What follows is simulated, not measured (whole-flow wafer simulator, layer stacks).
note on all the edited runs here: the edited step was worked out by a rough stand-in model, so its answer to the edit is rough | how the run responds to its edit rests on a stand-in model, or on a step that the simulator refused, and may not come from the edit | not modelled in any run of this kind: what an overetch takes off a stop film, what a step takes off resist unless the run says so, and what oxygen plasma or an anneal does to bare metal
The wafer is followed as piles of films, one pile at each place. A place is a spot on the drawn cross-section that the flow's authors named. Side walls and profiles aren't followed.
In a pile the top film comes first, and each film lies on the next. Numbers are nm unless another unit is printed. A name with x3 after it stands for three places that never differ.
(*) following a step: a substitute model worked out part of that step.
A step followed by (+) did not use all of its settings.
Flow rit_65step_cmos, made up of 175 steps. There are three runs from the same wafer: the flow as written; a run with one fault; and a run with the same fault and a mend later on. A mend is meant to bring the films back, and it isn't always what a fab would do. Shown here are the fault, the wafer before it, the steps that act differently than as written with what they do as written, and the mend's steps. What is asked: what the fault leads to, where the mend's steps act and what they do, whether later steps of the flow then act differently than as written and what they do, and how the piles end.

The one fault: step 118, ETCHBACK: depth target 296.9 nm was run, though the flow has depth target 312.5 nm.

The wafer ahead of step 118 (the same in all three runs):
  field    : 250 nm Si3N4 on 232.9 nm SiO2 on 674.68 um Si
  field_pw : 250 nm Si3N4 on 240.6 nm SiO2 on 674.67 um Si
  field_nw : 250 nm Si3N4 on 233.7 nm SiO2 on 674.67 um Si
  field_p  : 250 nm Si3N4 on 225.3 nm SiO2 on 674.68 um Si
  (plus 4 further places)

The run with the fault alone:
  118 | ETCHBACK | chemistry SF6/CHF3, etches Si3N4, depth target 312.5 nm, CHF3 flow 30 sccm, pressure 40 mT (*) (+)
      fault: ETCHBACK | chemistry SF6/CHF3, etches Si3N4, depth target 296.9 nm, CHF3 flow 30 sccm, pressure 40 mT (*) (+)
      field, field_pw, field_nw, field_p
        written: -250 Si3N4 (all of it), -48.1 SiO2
        fault: -250 Si3N4 (all of it), -36.1 SiO2
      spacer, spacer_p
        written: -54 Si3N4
        fault: -38.4 Si3N4
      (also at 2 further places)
  Later steps of the flow acting differently than as written (12 other steps are not shown; they differ only slightly, by no more than 2% or 0.5 nm, whichever is larger):
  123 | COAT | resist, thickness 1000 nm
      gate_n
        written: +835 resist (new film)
        fault: +814.3 resist (new film)
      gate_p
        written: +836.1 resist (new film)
        fault: +815.4 resist (new film)
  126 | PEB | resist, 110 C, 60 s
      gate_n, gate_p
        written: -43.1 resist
        fault: -42 resist
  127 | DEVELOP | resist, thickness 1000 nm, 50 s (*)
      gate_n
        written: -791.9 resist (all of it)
        fault: -772.4 resist (all of it)
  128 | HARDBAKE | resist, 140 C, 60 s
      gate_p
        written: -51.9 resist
        fault: -50.4 resist
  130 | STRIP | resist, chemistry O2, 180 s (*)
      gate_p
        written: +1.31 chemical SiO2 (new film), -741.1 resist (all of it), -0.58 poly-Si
        fault: +1.31 chemical SiO2 (new film), -723 resist (all of it), -0.58 poly-Si
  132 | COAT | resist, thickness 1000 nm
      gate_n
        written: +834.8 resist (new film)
        fault: +814.1 resist (new film)
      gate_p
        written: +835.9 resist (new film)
        fault: +815.2 resist (new film)
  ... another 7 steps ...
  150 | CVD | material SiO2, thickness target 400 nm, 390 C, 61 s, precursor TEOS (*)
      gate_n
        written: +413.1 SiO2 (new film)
        fault: +403.7 SiO2 (new film)
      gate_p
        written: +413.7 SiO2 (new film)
        fault: +404.4 SiO2 (new film)
  The piles end different from the flow's at field, field_pw, field_nw, field_p, gate_n, gate_p, spacer, spacer_p by more than 2% or 0.5 nm, whichever is larger.
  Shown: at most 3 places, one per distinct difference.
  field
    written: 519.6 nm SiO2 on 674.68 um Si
    fault: 531.6 nm SiO2 on 674.68 um Si
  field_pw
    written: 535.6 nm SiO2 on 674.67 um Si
    fault: 547.6 nm SiO2 on 674.67 um Si
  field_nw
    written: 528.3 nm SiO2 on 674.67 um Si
    fault: 540.7 nm SiO2 on 674.67 um Si

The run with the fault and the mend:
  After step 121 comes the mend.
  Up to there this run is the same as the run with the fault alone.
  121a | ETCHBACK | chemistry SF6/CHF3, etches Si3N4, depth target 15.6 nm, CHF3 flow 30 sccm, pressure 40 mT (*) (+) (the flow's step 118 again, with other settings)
      field, field_pw, field_nw, field_p
        -12 SiO2
      gate_n, gate_p
        -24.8 poly-Si
      spacer, spacer_p
        -15.6 Si3N4
  None of the later steps of the flow acts differently than as written at any place that is followed.
  At every place that both follow, the piles at the end match the flow's.
